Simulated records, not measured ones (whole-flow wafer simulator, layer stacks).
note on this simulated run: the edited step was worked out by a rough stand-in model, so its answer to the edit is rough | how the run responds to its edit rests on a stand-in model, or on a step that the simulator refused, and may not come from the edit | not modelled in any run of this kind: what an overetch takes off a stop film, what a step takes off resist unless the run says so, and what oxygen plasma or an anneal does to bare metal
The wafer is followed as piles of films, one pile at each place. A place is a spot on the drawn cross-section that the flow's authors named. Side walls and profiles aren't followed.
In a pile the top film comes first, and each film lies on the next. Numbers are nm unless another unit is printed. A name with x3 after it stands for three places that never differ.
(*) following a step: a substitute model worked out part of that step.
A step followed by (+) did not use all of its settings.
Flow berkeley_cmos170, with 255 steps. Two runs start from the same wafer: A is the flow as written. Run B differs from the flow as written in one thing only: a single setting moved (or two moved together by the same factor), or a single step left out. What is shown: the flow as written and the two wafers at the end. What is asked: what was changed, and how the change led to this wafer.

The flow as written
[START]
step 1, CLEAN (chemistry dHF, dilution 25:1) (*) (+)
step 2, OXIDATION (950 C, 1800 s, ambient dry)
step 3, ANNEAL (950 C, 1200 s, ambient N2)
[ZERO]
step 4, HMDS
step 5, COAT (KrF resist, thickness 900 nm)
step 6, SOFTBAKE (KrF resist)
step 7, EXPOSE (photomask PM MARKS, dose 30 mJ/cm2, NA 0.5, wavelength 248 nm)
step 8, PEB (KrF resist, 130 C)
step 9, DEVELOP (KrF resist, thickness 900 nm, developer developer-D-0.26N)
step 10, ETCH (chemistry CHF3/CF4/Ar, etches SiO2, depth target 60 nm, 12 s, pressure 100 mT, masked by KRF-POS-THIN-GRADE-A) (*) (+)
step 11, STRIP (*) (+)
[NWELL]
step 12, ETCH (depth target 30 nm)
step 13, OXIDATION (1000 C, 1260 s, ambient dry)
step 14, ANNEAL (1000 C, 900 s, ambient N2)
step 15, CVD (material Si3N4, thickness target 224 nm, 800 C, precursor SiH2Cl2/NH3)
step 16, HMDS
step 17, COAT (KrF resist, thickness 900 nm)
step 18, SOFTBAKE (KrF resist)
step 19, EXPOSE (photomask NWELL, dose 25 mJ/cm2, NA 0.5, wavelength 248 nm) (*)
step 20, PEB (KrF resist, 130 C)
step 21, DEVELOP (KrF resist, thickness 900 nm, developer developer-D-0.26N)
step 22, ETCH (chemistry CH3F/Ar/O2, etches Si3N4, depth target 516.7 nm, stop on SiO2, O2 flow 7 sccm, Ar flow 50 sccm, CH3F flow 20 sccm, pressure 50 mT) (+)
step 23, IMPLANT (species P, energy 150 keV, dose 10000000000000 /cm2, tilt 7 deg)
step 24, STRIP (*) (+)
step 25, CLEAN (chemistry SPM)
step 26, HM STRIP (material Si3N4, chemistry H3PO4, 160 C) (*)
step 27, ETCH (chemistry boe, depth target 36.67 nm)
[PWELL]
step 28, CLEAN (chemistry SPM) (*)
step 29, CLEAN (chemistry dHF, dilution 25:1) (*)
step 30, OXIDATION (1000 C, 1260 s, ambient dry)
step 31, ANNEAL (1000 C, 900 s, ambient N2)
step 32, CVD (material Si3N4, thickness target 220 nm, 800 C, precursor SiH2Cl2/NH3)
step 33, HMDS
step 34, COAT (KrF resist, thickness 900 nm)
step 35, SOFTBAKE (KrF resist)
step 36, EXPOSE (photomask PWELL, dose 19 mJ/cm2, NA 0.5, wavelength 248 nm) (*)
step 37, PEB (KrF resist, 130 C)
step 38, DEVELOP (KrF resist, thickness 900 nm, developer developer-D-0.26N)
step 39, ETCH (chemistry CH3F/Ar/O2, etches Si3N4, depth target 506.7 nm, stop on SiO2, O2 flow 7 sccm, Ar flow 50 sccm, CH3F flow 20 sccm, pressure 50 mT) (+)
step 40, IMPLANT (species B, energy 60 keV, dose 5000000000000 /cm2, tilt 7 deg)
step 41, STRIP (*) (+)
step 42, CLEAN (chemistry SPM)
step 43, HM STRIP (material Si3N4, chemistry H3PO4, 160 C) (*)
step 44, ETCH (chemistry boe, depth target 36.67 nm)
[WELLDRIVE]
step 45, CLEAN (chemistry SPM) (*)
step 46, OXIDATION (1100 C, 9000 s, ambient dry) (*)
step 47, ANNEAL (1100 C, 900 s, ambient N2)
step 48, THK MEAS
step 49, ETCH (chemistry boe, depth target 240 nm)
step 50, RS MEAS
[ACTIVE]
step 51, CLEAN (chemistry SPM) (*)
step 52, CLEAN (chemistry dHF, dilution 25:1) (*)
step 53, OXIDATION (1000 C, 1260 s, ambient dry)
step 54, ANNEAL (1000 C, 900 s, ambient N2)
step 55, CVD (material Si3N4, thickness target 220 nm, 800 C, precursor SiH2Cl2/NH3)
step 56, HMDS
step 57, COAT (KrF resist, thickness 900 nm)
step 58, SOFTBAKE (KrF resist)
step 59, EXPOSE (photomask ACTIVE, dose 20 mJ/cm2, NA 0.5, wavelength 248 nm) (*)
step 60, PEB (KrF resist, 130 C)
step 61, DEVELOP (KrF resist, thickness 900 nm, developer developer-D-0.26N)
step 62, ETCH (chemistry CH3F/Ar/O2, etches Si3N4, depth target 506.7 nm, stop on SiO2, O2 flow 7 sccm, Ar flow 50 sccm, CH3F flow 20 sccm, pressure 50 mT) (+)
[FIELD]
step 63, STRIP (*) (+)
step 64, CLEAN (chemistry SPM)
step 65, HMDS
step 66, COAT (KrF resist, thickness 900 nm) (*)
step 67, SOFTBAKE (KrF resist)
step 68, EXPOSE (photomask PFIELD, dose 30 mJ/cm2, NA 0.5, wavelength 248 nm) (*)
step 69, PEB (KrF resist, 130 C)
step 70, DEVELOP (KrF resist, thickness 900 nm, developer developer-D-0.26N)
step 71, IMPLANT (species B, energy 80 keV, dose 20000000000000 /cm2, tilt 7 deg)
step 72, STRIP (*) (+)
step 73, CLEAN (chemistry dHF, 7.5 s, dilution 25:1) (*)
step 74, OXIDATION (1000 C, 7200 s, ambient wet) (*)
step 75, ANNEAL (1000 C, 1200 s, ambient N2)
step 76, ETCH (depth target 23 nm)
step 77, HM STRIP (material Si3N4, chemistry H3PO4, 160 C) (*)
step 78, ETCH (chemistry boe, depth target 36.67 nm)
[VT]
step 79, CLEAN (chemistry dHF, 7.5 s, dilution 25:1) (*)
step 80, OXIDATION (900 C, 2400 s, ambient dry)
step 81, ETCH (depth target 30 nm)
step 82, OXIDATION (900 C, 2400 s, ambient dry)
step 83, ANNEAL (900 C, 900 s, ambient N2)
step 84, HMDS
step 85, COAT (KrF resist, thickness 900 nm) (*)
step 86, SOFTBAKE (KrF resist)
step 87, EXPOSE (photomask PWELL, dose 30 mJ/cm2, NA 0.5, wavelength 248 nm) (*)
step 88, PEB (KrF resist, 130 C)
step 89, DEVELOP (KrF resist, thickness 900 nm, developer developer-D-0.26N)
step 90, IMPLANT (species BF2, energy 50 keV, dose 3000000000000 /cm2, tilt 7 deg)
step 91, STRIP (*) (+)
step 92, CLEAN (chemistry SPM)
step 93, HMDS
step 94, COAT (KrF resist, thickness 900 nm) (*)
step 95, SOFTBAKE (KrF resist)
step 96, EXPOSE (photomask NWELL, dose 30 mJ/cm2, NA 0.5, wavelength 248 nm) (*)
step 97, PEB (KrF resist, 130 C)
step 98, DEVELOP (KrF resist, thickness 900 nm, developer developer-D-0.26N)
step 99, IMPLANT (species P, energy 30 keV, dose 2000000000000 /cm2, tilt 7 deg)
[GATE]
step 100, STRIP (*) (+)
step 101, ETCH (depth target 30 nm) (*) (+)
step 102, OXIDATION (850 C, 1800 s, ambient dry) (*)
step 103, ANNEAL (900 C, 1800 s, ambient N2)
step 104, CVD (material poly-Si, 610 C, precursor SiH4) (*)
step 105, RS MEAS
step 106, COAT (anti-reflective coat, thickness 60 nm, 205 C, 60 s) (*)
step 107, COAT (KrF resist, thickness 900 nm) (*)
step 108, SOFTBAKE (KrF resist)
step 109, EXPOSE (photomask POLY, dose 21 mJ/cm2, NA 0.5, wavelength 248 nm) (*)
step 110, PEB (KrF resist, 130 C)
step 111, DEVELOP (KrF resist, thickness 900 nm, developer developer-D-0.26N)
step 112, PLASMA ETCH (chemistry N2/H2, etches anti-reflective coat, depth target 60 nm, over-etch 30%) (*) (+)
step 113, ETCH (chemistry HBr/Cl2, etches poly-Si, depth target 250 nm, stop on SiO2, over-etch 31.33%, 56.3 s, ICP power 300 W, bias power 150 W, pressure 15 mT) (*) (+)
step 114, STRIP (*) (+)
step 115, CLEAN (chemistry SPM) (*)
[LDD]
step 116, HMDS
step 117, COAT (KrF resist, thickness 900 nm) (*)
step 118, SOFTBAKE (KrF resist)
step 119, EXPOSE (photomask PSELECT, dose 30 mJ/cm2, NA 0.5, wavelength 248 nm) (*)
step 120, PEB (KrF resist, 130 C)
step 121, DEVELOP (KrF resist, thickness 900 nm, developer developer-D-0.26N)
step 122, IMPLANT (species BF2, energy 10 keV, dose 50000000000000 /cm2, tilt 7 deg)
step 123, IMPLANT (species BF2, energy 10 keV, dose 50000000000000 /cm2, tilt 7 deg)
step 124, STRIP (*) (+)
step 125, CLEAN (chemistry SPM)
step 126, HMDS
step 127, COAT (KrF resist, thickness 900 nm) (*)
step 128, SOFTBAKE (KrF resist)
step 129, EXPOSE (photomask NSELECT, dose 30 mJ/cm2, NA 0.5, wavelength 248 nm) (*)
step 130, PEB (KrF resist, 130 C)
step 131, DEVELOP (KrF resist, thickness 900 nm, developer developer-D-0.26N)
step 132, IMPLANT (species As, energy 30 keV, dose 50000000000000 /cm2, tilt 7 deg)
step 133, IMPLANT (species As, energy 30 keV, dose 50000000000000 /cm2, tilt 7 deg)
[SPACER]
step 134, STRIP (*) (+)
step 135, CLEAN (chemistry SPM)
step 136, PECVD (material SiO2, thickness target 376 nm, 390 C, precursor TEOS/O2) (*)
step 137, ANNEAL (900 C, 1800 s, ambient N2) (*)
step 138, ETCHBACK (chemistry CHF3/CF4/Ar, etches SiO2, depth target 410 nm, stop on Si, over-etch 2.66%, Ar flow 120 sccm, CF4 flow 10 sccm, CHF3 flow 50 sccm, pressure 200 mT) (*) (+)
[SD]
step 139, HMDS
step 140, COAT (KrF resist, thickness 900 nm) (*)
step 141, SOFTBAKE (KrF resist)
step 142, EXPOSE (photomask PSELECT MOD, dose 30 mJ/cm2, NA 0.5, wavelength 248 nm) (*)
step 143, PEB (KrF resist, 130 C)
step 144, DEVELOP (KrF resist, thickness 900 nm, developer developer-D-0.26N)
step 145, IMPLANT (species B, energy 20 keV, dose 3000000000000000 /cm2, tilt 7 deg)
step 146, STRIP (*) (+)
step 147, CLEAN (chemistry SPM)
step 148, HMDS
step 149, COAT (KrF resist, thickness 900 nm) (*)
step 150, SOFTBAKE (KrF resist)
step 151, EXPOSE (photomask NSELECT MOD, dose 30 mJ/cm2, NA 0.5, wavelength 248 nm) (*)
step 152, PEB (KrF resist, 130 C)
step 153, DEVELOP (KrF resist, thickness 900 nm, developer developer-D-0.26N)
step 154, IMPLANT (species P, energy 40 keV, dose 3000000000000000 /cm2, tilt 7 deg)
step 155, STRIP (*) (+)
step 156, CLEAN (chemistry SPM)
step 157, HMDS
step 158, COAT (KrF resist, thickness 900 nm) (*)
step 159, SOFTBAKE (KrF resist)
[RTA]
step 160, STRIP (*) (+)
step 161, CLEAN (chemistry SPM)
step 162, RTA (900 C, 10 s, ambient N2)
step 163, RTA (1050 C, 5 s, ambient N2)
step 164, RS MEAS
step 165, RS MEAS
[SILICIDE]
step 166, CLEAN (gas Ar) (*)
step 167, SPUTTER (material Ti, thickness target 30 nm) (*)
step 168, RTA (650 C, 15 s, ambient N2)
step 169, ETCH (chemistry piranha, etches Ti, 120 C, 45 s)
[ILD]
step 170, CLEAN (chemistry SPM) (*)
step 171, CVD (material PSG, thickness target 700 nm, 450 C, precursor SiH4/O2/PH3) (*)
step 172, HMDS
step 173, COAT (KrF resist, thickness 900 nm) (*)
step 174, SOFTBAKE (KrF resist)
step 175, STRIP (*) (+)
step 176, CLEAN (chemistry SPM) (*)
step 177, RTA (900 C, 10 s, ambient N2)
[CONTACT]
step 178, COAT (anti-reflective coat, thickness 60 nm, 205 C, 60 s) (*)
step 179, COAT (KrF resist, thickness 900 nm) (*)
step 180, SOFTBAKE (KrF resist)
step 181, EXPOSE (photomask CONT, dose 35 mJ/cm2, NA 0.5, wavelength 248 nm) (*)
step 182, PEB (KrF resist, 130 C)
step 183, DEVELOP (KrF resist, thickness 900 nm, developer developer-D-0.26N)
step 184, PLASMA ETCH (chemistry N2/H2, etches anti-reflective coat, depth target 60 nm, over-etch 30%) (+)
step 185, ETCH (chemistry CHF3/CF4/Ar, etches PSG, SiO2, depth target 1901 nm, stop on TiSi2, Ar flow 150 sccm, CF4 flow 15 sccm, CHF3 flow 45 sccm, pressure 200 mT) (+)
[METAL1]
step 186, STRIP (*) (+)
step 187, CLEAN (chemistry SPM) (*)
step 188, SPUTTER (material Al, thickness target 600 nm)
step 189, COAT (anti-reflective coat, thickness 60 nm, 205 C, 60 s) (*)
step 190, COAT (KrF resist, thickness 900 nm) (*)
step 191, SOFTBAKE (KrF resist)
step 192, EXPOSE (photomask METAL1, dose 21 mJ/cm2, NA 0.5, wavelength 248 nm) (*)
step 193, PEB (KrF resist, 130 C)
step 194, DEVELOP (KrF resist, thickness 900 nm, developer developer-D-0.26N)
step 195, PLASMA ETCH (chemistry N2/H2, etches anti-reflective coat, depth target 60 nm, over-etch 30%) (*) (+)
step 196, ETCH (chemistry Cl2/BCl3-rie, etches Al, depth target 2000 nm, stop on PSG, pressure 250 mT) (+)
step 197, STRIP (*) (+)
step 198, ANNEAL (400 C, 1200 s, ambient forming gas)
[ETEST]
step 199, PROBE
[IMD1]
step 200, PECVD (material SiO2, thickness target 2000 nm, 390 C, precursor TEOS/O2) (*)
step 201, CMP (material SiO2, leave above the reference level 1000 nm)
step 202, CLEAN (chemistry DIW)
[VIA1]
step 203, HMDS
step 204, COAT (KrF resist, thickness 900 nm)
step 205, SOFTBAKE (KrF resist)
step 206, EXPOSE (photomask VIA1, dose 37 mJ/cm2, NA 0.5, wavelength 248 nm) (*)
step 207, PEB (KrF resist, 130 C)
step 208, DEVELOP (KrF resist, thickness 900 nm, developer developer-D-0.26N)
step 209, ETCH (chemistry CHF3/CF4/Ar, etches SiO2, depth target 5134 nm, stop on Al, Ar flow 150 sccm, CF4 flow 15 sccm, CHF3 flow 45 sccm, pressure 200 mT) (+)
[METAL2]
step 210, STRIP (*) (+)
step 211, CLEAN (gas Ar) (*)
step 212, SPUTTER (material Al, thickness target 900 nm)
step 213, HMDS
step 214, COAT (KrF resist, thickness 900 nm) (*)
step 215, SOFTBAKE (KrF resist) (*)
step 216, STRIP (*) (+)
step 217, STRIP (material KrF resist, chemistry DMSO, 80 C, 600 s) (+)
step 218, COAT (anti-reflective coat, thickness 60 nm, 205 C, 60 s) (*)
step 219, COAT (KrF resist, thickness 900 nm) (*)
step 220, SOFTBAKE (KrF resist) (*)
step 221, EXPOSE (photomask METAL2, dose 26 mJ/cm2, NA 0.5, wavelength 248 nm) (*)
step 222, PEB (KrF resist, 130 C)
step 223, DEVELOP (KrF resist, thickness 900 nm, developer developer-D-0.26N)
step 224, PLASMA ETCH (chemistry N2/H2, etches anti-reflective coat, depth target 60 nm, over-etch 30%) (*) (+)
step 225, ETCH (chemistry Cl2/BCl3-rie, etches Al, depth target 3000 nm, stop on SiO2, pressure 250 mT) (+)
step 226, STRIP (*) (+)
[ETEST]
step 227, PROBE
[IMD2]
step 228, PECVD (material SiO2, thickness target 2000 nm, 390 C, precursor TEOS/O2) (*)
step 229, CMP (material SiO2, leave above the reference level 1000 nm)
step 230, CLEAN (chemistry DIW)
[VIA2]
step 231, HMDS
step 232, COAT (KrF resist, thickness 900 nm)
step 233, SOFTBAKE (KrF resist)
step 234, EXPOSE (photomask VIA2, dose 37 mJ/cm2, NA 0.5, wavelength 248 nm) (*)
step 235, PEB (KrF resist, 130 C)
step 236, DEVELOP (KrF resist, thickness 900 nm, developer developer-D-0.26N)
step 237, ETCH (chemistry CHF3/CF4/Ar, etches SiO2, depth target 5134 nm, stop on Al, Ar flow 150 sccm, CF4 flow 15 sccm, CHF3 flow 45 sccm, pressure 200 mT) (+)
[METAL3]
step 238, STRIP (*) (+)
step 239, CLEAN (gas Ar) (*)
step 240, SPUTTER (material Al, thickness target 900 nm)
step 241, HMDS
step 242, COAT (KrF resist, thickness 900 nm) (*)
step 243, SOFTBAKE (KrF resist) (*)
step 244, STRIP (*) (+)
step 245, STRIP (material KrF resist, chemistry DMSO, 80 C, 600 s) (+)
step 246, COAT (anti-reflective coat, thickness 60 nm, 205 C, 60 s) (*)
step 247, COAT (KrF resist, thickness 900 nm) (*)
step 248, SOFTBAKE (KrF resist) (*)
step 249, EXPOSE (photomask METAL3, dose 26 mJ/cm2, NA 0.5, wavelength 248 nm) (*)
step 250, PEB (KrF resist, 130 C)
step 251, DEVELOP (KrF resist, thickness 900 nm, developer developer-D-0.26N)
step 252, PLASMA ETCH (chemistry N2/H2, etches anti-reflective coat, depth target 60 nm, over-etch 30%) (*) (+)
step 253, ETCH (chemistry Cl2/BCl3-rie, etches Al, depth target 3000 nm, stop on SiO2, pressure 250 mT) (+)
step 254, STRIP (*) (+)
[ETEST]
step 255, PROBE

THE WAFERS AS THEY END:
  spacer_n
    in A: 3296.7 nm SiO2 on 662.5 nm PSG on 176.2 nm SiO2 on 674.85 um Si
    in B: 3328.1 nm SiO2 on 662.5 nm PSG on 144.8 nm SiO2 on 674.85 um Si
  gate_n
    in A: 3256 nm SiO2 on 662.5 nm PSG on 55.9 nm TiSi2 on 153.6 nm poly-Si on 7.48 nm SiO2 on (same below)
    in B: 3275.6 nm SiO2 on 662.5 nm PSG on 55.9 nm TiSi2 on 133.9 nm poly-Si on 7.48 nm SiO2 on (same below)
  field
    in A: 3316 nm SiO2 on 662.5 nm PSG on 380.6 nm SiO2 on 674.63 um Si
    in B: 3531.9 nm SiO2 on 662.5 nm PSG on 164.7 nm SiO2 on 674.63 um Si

What caused this: step 136, PECVD: thickness target 150 nm was run, whereas the flow has thickness target 376 nm.

Step by step, how the change led to this:
  step 136, PECVD (material SiO2, thickness target 376 nm, 390 C, precursor TEOS/O2) (*)
      field, sd_n, spacer_n and 7 more: A SiO2 gains 376 | B SiO2 gains 150
      gate_n, gate_p: A SiO2 gains 376 (new film) | B SiO2 gains 150 (new film)
  step 137, ANNEAL (900 C, 1800 s, ambient N2) (*)
      field, sd_n, spacer_n and 9 more: A SiO2 loses 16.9 | B SiO2 loses 6.75
  step 138, ETCHBACK (chemistry CHF3/CF4/Ar, etches SiO2, depth target 410 nm, stop on Si, over-etch 2.66%, Ar flow 120 sccm, CF4 flow 10 sccm, CHF3 flow 50 sccm, pressure 200 mT) (*) (+)
      spacer_n, spacer_p: A SiO2 loses 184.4 | B nothing
      sd_p, contact, m1, via1, m2, via2: A SiO2 loses 366 (all of it) | B SiO2 loses 150.1 (all of it)
      (as well as at 3 more places)
  step 140, COAT (KrF resist, thickness 900 nm) (*)
      field: A KrF resist gains 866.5 (new film) | B KrF resist gains 921.5 (new film)
      sd_n: A KrF resist gains 985.6 (new film) | B KrF resist gains 877 (new film)
      (as well as at 10 more places)
  step 144, DEVELOP (KrF resist, thickness 900 nm, developer developer-D-0.26N)
      sd_p: A KrF resist loses 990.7 (all of it) | B KrF resist loses 897.6 (all of it)
      spacer_p: A KrF resist loses 817.6 (all of it) | B KrF resist loses 771.1 (all of it)
      (as well as at 1 more place)
  step 146, STRIP (*) (+)
      field: A KrF resist loses 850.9 (all of it) | B KrF resist loses 905.8 (all of it)
      sd_n: A chemical SiO2 gains 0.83 (new film), KrF resist loses 969.8 (all of it), Si loses 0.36 | B chemical SiO2 gains 0.81 (new film), KrF resist loses 861.4 (all of it), Si loses 0.36
      (as well as at 7 more places)
  step 149, COAT (KrF resist, thickness 900 nm) (*)
      field: A KrF resist gains 866.5 (new film) | B KrF resist gains 921.7 (new film)
      sd_n: A KrF resist gains 985.1 (new film) | B KrF resist gains 876.8 (new film)
      (as well as at 10 more places)
  step 153, DEVELOP (KrF resist, thickness 900 nm, developer developer-D-0.26N)
      sd_n: A KrF resist loses 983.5 (all of it) | B KrF resist loses 875.4 (all of it)
      spacer_n: A KrF resist loses 824.6 (all of it) | B KrF resist loses 769.7 (all of it)
      (as well as at 2 more places)
  step 155, STRIP (*) (+)
      field: A KrF resist loses 850.9 (all of it) | B KrF resist loses 906 (all of it)
      sd_p: A KrF resist loses 976.3 (all of it), chemical SiO2 gains 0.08 | B KrF resist loses 883.1 (all of it), chemical SiO2 gains 0.08
      (as well as at 6 more places)
  step 158, COAT (KrF resist, thickness 900 nm) (*)
      field: A KrF resist gains 866.6 (new film) | B KrF resist gains 921.7 (new film)
      sd_n: A KrF resist gains 984.8 (new film) | B KrF resist gains 876.7 (new film)
      (as well as at 10 more places)
  step 160, STRIP (*) (+)
      gate_n: A KrF resist loses 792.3 (all of it), chemical SiO2 gains 0.07 | B KrF resist loses 726.5 (all of it), chemical SiO2 gains 0.07, poly-Si loses 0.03
      gate_p: A KrF resist loses 785.9 (all of it), chemical SiO2 gains 0.07 | B KrF resist loses 727.9 (all of it), chemical SiO2 gains 0.07, poly-Si loses 0.03
      (as well as at 10 more places)
  step 173, COAT (KrF resist, thickness 900 nm) (*)
      field: A KrF resist gains 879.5 (new film) | B KrF resist gains 929.8 (new film)
      sd_n: A KrF resist gains 1038.7 (new film) | B KrF resist gains 1014.9 (new film)
      (as well as at 8 more places)
  step 175, STRIP (*) (+)
      field: A KrF resist loses 879.5 (all of it) | B KrF resist loses 929.8 (all of it)
      sd_n: A KrF resist loses 1038.7 (all of it) | B KrF resist loses 1014.9 (all of it)
      (as well as at 8 more places)
  step 178, COAT (anti-reflective coat, thickness 60 nm, 205 C, 60 s) (*)
      field: A anti-reflective coat gains 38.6 (new film) | B anti-reflective coat gains 70.5 (new film)
      sd_n: A anti-reflective coat gains 135.1 (new film) | B anti-reflective coat gains 37.5 (new film)
      (as well as at 10 more places)
  step 179, COAT (KrF resist, thickness 900 nm) (*)
      field: A KrF resist gains 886 (new film) | B KrF resist gains 914.7 (new film)
      spacer_n: A KrF resist gains 861.2 (new film) | B KrF resist gains 788.8 (new film)
      (as well as at 9 more places)
  step 183, DEVELOP (KrF resist, thickness 900 nm, developer developer-D-0.26N)
      contact: A KrF resist loses 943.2 (all of it) | B KrF resist loses 882.9 (all of it)
  ... another 9 steps ...
  step 201, CMP (material SiO2, leave above the reference level 1000 nm)
      spacer_n, spacer_p: A SiO2 loses 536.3 | B SiO2 loses 504.9
      gate_n, gate_p: A SiO2 loses 577.1 | B SiO2 loses 557.4
      (as well as at 2 more places)
